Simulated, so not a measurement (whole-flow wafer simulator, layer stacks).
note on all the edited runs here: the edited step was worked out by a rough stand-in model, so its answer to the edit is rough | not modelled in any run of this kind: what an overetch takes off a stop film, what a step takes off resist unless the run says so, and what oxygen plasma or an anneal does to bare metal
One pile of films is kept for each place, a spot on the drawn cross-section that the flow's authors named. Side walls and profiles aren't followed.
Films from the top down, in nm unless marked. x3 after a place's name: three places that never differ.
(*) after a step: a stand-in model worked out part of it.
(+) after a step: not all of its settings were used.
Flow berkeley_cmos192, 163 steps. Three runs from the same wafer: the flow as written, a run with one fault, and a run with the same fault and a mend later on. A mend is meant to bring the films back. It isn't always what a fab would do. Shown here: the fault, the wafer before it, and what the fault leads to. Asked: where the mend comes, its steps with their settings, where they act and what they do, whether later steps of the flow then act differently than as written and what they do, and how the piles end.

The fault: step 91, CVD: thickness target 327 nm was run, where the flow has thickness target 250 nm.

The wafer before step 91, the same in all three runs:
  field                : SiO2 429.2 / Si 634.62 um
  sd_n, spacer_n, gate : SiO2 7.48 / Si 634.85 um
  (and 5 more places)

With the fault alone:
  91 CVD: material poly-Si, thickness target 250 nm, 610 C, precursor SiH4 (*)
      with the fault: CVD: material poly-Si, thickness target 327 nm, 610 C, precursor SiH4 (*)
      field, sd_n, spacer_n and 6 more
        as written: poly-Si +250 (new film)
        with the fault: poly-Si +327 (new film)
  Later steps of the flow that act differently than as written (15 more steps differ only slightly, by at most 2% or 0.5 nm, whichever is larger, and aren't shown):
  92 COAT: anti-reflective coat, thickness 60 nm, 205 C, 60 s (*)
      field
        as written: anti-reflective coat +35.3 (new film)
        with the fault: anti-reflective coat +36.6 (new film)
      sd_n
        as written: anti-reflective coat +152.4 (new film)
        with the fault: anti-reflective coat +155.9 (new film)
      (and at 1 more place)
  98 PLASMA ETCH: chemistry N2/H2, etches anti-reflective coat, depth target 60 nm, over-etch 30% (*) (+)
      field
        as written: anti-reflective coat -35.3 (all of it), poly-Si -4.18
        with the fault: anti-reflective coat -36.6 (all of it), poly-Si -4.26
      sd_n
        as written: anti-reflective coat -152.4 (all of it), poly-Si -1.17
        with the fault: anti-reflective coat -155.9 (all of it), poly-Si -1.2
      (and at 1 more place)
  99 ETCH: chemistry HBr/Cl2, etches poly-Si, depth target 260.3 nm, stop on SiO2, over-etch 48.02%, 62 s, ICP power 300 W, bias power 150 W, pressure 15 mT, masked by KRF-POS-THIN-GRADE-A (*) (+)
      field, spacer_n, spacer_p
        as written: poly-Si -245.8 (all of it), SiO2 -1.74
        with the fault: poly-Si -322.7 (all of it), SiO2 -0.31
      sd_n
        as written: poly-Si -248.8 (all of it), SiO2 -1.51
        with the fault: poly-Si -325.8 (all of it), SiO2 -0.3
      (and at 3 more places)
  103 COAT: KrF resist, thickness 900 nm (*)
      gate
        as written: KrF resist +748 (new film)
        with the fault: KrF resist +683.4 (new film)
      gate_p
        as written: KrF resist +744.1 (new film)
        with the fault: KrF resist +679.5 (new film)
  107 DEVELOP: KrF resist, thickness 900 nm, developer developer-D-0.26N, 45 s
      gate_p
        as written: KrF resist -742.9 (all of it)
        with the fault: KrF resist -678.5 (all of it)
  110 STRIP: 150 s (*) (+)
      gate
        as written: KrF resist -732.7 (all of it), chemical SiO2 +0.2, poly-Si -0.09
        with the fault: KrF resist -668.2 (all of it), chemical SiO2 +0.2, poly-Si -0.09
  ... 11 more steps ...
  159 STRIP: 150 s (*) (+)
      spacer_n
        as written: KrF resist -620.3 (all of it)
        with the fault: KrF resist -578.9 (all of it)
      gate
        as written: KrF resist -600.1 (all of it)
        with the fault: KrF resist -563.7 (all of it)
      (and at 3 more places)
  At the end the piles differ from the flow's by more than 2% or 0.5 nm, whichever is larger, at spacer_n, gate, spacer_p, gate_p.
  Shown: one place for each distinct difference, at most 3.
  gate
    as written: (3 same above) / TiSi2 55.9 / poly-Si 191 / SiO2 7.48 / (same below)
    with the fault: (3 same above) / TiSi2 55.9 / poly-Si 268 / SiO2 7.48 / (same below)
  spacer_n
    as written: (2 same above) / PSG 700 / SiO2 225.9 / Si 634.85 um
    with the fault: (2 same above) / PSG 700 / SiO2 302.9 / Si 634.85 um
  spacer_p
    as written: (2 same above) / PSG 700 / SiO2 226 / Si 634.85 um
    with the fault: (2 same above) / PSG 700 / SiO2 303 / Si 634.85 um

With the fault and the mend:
  The mend comes after step 91.
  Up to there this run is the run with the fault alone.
  91a ETCH: chemistry tmah, depth target 376.1 nm
      field, sd_n, spacer_n and 6 more
        poly-Si -327 (all of it)
  91b CLEAN: chemistry SPM (the flow's step 87 once more)
      changes no film at any place that is followed
  91c CVD: material poly-Si, thickness target 250 nm, 610 C, precursor SiH4 (*) (the flow's step 91 once more)
      field, sd_n, spacer_n and 6 more
        poly-Si +250 (new film)
  No later step of the flow acts differently than as written at any place that is followed.
  At the end the piles are the same as the flow's at every place that both follow.
